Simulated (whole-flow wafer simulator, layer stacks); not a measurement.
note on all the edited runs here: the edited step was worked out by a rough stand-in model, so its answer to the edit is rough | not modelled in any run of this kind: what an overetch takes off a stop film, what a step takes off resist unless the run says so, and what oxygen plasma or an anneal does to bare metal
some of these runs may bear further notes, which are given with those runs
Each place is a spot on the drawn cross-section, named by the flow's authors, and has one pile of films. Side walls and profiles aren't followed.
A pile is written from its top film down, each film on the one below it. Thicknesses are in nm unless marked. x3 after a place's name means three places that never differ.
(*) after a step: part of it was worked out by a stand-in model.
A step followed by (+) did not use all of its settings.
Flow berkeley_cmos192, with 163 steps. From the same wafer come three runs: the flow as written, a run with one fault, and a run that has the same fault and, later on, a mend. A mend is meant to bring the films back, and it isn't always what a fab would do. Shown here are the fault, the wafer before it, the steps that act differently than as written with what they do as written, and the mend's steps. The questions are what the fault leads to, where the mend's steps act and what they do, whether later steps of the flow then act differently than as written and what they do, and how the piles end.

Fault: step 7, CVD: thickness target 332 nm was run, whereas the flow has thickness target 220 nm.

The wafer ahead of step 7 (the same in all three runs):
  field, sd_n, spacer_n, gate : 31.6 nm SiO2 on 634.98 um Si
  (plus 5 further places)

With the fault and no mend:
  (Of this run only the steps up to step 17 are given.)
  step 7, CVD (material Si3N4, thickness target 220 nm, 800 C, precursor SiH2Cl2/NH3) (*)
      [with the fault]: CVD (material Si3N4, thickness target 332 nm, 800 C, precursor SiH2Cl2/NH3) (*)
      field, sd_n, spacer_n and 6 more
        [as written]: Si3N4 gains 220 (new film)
        [with the fault]: Si3N4 gains 332 (new film)
  Steps later in the flow that act otherwise than as written:
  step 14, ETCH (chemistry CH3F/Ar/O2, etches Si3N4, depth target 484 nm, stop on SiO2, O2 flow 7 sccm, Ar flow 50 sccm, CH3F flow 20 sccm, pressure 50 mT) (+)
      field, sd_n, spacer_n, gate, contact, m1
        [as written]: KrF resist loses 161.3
        [with the fault]: KrF resist loses 236
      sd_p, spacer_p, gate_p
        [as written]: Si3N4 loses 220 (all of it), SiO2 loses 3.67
        [with the fault]: Si3N4 loses 332 (all of it), SiO2 loses 3.67
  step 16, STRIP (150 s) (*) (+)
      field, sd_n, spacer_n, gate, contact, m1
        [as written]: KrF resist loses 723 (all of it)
        [with the fault]: KrF resist loses 648.4 (all of it)
  After step 17, at field, sd_n, spacer_n, gate, contact, m1, the piles differ from the flow's by more than 2% or 0.5 nm, whichever is larger.
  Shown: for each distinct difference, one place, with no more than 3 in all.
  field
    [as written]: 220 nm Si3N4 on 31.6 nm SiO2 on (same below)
    [with the fault]: 332 nm Si3N4 on 31.6 nm SiO2 on (same below)

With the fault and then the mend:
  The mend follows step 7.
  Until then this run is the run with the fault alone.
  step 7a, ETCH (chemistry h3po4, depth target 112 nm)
      field, sd_n, spacer_n and 6 more
        Si3N4 loses 112
  Later steps of the flow that are run all act as written at every place that is followed.
  At every place that both follow, the piles at the end match the flow's.
